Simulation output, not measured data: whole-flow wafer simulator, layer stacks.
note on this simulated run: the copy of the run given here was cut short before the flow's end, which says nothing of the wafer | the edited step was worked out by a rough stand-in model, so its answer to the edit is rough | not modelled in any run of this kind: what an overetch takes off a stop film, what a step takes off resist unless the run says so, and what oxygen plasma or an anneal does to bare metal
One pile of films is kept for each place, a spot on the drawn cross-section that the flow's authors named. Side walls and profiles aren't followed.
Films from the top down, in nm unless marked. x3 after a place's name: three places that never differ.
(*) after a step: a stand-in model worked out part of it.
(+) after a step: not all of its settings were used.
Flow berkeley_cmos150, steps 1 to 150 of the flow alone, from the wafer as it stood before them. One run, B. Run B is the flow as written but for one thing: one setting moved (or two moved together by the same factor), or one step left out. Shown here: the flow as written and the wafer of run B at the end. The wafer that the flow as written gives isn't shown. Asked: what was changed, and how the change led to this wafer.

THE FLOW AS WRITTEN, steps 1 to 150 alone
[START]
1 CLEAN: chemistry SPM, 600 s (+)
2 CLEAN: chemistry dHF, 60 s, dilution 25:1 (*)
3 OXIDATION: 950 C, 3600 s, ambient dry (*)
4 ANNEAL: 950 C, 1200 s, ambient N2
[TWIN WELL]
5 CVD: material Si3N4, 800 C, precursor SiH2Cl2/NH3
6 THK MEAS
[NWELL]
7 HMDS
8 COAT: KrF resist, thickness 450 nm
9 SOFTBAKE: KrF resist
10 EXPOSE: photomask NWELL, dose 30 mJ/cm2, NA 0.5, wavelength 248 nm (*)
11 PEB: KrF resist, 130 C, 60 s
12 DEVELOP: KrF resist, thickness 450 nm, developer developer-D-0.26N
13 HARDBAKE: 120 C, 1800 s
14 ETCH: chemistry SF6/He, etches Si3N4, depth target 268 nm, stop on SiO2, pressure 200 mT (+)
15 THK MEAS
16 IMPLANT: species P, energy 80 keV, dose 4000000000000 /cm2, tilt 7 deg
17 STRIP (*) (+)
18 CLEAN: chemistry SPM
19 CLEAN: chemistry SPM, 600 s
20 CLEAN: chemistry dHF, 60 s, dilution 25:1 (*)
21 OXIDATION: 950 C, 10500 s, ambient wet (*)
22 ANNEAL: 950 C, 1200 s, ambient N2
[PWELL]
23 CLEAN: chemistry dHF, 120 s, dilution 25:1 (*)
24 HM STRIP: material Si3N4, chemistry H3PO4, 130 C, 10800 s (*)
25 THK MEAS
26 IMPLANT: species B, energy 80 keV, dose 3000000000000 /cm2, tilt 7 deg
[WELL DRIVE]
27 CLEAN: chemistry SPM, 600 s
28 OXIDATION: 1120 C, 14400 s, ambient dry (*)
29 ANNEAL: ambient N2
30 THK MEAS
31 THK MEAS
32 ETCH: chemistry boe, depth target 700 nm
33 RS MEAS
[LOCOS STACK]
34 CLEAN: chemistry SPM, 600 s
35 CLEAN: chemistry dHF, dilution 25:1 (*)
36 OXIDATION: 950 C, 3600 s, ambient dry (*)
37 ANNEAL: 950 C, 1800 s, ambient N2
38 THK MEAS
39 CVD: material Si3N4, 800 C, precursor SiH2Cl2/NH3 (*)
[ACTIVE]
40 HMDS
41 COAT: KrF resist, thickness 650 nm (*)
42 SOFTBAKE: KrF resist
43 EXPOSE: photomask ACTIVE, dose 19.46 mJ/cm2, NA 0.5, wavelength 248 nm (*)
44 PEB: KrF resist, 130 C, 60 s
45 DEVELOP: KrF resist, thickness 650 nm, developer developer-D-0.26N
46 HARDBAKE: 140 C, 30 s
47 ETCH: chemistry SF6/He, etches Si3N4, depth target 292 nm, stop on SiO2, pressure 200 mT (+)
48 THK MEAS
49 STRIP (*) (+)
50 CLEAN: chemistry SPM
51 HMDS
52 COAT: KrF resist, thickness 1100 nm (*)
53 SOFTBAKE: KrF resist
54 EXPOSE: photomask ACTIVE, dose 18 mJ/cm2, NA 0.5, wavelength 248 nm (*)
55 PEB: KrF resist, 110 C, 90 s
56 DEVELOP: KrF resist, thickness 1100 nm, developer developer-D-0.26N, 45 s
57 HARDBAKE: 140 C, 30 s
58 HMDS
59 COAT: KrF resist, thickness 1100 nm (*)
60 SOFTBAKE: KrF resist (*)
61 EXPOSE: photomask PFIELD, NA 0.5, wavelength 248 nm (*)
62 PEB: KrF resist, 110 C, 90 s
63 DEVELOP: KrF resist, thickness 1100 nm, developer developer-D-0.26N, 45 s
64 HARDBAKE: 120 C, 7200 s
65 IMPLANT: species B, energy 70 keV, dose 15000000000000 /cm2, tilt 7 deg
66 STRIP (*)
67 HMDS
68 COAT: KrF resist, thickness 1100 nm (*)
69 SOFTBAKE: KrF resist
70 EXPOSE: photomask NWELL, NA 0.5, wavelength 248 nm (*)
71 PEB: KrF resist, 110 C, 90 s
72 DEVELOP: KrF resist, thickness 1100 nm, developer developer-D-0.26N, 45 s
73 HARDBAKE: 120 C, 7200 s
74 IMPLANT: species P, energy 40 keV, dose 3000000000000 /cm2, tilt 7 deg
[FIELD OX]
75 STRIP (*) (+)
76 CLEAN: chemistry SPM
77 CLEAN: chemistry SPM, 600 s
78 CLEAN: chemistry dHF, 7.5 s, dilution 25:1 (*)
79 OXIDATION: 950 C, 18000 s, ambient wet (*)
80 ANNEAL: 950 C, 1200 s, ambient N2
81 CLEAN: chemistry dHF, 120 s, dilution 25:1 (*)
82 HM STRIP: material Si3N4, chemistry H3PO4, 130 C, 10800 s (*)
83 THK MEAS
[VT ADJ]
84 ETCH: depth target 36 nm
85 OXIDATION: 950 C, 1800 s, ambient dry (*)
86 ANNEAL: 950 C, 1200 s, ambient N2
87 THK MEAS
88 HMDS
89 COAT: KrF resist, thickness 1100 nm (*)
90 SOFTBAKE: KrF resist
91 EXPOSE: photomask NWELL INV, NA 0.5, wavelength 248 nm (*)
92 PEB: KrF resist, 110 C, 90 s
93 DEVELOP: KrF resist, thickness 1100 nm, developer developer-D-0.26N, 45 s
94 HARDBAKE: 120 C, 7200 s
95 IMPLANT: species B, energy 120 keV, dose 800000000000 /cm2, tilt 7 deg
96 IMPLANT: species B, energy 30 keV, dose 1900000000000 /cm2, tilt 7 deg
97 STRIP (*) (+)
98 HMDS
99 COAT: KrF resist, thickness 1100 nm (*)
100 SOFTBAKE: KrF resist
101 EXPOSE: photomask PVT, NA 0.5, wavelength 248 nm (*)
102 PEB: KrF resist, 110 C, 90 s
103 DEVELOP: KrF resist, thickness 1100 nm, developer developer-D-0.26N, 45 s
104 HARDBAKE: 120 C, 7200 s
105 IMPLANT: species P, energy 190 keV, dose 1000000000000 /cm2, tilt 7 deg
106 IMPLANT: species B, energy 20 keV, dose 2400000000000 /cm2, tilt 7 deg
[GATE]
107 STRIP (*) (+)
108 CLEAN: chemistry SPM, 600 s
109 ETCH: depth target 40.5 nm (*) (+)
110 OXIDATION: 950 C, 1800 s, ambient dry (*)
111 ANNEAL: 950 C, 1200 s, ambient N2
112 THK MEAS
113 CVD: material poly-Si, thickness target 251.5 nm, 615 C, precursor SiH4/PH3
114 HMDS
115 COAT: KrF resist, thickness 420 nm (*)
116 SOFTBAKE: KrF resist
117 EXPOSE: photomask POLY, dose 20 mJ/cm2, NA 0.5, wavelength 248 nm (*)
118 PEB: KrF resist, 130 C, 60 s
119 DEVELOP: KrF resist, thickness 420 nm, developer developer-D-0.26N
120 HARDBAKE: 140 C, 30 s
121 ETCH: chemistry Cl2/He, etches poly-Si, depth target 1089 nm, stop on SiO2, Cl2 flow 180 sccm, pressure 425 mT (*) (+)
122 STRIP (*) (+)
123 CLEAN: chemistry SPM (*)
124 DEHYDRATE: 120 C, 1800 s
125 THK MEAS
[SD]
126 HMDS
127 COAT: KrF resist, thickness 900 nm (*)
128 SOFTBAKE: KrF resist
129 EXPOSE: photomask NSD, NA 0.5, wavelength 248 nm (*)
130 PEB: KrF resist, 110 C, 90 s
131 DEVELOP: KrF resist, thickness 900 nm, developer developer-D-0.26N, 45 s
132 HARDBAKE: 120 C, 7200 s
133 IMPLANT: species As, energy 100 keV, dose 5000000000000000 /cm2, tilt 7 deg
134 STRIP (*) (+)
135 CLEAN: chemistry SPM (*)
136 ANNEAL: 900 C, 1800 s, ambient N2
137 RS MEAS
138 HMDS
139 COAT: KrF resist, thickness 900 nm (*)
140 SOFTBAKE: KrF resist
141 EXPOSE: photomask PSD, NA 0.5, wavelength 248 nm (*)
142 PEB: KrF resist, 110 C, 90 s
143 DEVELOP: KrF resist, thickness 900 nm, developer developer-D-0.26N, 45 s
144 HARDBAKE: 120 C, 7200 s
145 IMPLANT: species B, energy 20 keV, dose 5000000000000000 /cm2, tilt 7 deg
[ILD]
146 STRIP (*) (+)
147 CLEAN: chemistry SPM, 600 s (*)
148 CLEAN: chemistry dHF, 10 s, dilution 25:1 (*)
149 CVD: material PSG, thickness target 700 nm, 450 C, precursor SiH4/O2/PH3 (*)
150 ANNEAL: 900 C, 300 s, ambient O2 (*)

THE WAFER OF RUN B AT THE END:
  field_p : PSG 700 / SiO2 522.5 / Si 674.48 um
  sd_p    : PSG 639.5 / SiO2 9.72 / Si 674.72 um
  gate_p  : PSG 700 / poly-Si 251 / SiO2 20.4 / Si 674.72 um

The cause: step 21, OXIDATION: 8925 s was run, where the flow has 10500 s.

How the change led to this, step by step:
  21 OXIDATION: 950 C, 10500 s, ambient wet (*)
      field, sd_n, gate_n, contact, m1: SiO2 +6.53 (new film), Si3N4 -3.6 (as written it would be: SiO2 +7.45 (new film), Si3N4 -4.11)
      field_p, sd_p, gate_p: SiO2 +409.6, Si -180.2 (as written it would be: SiO2 +461.2, Si -202.9)
  23 CLEAN: chemistry dHF, 120 s, dilution 25:1 (*)
      field, sd_n, gate_n, contact, m1: SiO2 -6.53 (all of it), Si3N4 -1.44 (as written it would be: SiO2 -7.45 (all of it), Si3N4 -1.36)
  28 OXIDATION: 1120 C, 14400 s, ambient dry (*)
      field_p, sd_p, gate_p: SiO2 +112.9, Si -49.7 (as written it would be: SiO2 +103.6, Si -45.6)
  32 ETCH: chemistry boe, depth target 700 nm
      field_p, sd_p, gate_p: SiO2 -513.2 (all of it) (as written it would be: SiO2 -555.5 (all of it))
  41 COAT: KrF resist, thickness 650 nm (*)
      field: KrF resist +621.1 (new film) (as written it would be: KrF resist +646.4 (new film))
  45 DEVELOP: KrF resist, thickness 650 nm, developer developer-D-0.26N
      field: KrF resist -620.2 (all of it) (as written it would be: KrF resist -645.4 (all of it))
  122 STRIP (*) (+)
      gate_p: chemical SiO2 +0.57 (new film), KrF resist -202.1 (all of it), poly-Si -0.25 (as written it would be: chemical SiO2 +0.57 (new film), KrF resist -206.4 (all of it), poly-Si -0.25)
